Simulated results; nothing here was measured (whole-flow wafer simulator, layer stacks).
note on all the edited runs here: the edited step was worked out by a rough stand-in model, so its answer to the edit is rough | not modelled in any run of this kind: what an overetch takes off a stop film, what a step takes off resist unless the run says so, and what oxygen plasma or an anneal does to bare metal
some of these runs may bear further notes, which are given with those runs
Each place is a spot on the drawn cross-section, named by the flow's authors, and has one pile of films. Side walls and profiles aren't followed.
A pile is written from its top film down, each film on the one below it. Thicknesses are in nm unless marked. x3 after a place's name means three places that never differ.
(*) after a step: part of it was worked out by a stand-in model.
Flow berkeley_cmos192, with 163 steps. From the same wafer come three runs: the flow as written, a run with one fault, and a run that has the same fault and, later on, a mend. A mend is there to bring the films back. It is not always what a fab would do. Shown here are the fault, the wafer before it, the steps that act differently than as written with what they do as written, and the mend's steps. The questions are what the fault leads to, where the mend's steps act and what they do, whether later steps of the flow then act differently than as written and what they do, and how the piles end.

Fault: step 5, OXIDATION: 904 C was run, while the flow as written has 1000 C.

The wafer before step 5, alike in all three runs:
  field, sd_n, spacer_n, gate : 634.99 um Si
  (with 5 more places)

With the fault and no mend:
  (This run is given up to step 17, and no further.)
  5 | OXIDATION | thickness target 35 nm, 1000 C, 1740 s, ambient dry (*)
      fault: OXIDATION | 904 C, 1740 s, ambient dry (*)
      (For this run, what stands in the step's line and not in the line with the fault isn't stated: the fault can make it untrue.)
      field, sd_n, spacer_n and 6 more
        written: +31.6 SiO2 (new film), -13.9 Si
        fault: +12.7 SiO2 (new film), -5.58 Si
  Later steps of the flow up to step 17 that are run all act as written at every place that is followed.
  Once step 17 is done, the piles at field, sd_n, spacer_n and 6 more depart from the flow's by more than 2% or 0.5 nm, whichever is larger.
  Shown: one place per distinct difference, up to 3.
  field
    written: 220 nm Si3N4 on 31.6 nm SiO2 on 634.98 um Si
    fault: 220 nm Si3N4 on 12.7 nm SiO2 on 634.99 um Si
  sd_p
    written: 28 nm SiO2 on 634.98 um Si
    fault: 9.02 nm SiO2 on 634.99 um Si

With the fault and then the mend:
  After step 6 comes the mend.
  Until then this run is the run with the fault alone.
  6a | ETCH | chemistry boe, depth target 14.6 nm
      field, sd_n, spacer_n and 6 more
        -12.7 SiO2 (all of it)
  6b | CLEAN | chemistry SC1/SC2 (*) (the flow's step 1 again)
      field, sd_n, spacer_n and 6 more
        +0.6 chemical SiO2 (new film), -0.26 Si
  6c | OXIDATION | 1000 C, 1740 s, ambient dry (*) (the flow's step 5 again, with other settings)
      field, sd_n, spacer_n and 6 more
        +31.7 SiO2 (new film), -0.6 chemical SiO2 (all of it), -13.7 Si
  Later steps of the flow that are run all act as written at every place that is followed, up to a difference of at most 2% or 0.5 nm, whichever is larger.
  At the end the piles are close to the flow's at the places that both follow, differing by at most 2% or 0.5 nm, whichever is larger.
